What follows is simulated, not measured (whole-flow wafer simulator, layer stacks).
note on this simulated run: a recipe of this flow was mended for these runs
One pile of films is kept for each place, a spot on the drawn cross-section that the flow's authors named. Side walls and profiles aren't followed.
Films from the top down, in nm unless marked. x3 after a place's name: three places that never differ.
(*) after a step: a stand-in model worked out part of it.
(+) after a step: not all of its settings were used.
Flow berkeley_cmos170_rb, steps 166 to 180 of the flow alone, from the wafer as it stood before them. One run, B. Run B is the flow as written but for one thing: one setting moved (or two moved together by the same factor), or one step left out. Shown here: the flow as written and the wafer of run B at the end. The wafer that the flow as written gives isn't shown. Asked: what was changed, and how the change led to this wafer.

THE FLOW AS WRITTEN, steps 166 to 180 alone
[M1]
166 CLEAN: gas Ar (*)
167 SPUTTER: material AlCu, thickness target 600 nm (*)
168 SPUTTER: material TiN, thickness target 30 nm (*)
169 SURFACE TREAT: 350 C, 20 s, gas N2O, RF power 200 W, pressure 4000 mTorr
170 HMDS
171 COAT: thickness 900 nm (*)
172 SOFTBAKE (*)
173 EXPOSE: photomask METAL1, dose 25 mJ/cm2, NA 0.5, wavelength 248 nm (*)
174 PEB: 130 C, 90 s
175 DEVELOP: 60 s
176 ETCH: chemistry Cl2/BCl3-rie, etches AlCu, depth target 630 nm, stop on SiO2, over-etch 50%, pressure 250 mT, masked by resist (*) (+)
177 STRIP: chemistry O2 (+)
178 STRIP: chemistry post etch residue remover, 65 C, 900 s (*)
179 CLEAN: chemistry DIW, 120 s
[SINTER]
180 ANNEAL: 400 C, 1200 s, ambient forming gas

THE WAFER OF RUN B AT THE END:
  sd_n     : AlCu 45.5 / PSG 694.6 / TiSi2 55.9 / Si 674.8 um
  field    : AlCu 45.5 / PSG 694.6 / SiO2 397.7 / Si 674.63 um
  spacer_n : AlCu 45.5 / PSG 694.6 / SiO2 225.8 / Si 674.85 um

The cause: step 167, SPUTTER: thickness target 963.3 nm was run, where the flow has thickness target 600 nm.

How the change led to this, step by step:
  167 SPUTTER: material AlCu, thickness target 600 nm (*)
      field, sd_n, spacer_n, gate, spacer_p, gate_p, m1: AlCu +963.3 (new film) (as written it would be: AlCu +600 (new film))
      sd_p: AlCu +902.4 (new film) (as written it would be: AlCu +549.6 (new film))
      (and at 1 more place)
  168 SPUTTER: material TiN, thickness target 30 nm (*)
      contact: TiN +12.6 (new film) (as written it would be: TiN +16.3 (new film))
  171 COAT: thickness 900 nm (*)
      contact: KrF-resist +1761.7 (new film) (as written it would be: KrF-resist +1612.7 (new film))
  176 ETCH: chemistry Cl2/BCl3-rie, etches AlCu, depth target 630 nm, stop on SiO2, over-etch 50%, pressure 250 mT, masked by resist (*) (+)
      field, sd_n, spacer_n, gate, spacer_p, gate_p: TiN -30 (all of it), AlCu -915 (as written it would be: TiN -30 (all of it), AlCu -600 (all of it), PSG -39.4)
      sd_p: TiN -25.7 (all of it), AlCu -902.4 (all of it), PSG -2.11 (as written it would be: TiN -25.8 (all of it), AlCu -549.6 (all of it), PSG -46.2)
  177 STRIP: chemistry O2 (+)
      contact: KrF-resist -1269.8 (all of it) (as written it would be: KrF-resist -1121.3 (all of it))
  178 STRIP: chemistry post etch residue remover, 65 C, 900 s (*)
      field, sd_n, spacer_n, gate, spacer_p, gate_p: AlCu -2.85 (as written it would be: nothing)
Counting metal films that touch as one body, sd_n has 1 body; the flow as written gives 0 bodies.
Counting metal films that touch as one body, field has 1 body; the flow as written gives 0 bodies.
Counting metal films that touch as one body, spacer_n has 1 body; the flow as written gives 0 bodies.
